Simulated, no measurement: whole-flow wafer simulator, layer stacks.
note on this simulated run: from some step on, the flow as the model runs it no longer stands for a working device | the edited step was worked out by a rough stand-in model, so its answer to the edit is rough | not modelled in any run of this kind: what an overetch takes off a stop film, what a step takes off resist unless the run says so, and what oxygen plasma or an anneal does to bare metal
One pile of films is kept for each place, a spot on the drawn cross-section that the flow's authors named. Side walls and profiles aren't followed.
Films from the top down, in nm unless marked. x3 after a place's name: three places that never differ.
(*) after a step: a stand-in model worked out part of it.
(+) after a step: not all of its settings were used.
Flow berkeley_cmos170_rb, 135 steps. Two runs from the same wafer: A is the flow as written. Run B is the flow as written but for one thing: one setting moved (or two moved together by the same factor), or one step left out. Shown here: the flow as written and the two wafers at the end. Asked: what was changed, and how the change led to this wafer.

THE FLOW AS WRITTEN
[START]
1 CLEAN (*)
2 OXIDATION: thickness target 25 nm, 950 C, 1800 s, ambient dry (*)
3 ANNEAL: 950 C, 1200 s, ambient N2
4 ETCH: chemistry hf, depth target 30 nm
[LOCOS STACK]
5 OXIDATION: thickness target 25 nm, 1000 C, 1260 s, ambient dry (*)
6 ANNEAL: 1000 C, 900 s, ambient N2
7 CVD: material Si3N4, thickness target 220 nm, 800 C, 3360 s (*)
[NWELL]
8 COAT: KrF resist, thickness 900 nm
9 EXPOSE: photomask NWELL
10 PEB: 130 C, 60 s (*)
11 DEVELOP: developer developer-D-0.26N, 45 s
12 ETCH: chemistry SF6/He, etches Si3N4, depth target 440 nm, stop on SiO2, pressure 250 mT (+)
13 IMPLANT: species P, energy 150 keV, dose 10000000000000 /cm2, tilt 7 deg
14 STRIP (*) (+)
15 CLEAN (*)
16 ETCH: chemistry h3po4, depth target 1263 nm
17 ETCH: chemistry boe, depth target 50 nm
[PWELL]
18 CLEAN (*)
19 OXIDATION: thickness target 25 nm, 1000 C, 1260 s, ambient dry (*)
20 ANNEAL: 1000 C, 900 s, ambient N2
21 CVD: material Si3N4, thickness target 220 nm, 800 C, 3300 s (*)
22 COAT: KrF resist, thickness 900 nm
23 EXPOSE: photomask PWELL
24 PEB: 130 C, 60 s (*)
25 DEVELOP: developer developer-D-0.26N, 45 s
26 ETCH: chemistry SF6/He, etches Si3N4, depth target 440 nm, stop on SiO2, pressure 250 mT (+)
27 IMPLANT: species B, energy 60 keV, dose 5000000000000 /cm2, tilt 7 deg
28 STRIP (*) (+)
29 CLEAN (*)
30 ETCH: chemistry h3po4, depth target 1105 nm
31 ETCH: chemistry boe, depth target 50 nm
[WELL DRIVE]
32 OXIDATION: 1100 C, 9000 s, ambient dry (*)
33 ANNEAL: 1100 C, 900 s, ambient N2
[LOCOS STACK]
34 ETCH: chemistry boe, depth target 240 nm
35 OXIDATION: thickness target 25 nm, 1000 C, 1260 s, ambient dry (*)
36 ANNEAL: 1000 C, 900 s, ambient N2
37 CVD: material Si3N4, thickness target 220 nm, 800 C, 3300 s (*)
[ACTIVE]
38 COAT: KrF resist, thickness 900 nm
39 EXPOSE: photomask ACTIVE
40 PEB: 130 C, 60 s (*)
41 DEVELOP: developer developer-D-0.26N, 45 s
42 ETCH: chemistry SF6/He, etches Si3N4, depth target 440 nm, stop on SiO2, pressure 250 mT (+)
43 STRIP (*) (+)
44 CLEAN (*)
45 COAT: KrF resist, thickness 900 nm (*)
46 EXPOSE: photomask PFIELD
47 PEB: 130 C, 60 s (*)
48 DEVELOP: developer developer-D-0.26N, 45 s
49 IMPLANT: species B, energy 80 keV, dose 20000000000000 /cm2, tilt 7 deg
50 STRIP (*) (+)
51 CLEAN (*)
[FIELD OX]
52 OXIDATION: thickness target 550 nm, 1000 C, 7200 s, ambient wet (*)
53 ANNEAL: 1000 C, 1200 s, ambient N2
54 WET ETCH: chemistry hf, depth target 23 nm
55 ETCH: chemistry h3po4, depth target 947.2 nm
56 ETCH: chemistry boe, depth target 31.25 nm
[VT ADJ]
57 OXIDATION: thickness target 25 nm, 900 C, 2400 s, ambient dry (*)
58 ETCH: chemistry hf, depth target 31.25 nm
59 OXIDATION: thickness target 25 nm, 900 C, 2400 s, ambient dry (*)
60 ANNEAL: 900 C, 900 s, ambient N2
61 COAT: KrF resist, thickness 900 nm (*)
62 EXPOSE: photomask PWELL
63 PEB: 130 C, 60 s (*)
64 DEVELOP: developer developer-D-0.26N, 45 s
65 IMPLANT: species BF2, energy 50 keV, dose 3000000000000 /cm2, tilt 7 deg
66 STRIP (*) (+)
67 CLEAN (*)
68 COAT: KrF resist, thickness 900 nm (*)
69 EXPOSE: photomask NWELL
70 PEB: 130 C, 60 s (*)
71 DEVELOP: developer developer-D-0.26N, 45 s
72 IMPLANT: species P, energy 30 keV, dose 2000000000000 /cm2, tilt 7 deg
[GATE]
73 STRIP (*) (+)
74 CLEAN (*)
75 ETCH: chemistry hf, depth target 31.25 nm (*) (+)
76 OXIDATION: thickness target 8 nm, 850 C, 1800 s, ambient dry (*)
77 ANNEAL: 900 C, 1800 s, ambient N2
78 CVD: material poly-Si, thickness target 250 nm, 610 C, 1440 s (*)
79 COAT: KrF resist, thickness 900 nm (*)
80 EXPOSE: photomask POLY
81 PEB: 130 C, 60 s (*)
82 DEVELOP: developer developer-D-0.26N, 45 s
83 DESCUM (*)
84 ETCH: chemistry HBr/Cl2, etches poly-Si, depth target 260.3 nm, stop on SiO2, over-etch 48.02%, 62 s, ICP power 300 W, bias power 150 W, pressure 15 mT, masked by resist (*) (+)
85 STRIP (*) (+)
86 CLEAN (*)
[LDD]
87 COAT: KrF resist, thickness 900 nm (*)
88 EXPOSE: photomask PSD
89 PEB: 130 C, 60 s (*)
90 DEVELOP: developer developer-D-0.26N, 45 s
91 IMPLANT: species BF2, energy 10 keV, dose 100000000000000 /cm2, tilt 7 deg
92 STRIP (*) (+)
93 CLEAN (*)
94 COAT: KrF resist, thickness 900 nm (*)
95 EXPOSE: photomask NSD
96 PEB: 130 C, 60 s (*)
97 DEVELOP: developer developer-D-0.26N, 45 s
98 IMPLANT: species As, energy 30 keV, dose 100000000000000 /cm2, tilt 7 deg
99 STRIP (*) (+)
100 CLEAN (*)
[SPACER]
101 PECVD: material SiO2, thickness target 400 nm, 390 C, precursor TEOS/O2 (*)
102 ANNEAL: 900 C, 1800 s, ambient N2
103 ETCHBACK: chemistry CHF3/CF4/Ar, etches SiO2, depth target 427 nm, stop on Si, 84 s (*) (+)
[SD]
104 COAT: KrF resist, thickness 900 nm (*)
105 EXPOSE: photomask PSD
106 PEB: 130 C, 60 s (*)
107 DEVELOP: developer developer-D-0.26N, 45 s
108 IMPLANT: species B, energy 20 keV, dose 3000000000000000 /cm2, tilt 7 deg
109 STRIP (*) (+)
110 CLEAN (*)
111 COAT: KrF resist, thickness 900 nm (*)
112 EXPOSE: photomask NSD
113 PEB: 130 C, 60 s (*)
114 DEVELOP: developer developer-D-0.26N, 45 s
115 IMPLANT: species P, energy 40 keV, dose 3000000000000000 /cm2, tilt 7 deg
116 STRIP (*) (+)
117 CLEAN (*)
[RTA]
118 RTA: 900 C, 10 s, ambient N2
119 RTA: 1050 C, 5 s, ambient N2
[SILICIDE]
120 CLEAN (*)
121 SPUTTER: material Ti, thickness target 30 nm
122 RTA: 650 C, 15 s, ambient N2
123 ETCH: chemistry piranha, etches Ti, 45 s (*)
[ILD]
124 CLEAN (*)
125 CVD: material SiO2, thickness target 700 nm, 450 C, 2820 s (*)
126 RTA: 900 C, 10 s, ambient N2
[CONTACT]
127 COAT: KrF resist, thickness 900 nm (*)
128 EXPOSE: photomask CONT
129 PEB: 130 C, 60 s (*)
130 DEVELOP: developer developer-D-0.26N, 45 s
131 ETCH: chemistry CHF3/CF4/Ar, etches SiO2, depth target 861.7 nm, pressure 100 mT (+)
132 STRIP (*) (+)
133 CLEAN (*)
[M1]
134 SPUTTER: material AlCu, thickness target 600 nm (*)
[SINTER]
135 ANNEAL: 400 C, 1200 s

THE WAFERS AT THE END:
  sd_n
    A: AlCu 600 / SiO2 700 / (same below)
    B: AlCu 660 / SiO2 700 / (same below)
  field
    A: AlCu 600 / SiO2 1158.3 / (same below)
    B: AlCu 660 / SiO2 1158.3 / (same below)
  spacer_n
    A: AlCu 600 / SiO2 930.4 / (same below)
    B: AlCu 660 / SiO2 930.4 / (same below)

The cause: step 134, SPUTTER: thickness target 660 nm was run, where the flow has thickness target 600 nm.
It can be read off the wafer: sd_n has AlCu 660, and step 134 as written asks for 600 nm.

How the change led to this, step by step:
  134 SPUTTER: material AlCu, thickness target 600 nm (*)
      field, sd_n, spacer_n, gate, spacer_p, gate_p, m1: A AlCu +600 (new film) | B AlCu +660 (new film)
      sd_p: A AlCu +545.9 (new film) | B AlCu +603.4 (new film)
      (and at 1 more place)
